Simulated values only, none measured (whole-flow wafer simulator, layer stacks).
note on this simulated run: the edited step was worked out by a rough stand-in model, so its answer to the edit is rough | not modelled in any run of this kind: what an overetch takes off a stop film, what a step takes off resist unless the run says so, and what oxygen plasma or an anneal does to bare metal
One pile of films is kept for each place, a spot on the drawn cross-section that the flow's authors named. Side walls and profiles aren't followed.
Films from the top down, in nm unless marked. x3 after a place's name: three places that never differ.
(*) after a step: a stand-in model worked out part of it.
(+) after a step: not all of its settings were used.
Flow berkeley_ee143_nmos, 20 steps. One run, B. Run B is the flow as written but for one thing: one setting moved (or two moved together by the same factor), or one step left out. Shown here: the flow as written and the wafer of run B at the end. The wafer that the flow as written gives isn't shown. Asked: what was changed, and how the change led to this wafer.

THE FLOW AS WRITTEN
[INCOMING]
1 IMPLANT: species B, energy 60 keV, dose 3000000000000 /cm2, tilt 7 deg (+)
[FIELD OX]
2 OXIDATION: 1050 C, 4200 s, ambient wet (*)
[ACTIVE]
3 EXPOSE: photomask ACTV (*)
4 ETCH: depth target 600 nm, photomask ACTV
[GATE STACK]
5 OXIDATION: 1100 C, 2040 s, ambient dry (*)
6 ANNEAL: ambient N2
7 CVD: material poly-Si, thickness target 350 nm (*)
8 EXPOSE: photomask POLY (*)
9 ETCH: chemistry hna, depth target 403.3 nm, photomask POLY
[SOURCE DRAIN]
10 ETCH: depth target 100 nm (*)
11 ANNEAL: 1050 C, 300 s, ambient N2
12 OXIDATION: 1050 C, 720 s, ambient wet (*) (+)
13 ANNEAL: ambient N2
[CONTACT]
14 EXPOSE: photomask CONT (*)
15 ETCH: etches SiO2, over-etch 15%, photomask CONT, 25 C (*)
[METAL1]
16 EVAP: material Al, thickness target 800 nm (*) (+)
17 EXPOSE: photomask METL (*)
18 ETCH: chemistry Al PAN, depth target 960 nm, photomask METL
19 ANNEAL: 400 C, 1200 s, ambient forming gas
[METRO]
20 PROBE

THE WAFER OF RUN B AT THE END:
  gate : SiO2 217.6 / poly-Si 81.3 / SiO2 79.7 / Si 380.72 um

The cause: step 7, CVD: thickness target 177 nm was run, where the flow has thickness target 350 nm.

How the change led to this, step by step:
  7 CVD: material poly-Si, thickness target 350 nm (*)
      gate, sd, contact, field: poly-Si +177 (new film) (as written it would be: poly-Si +350 (new film))
  9 ETCH: chemistry hna, depth target 403.3 nm, photomask POLY
      sd, contact, field: poly-Si -177 (all of it) (as written it would be: poly-Si -350 (all of it))
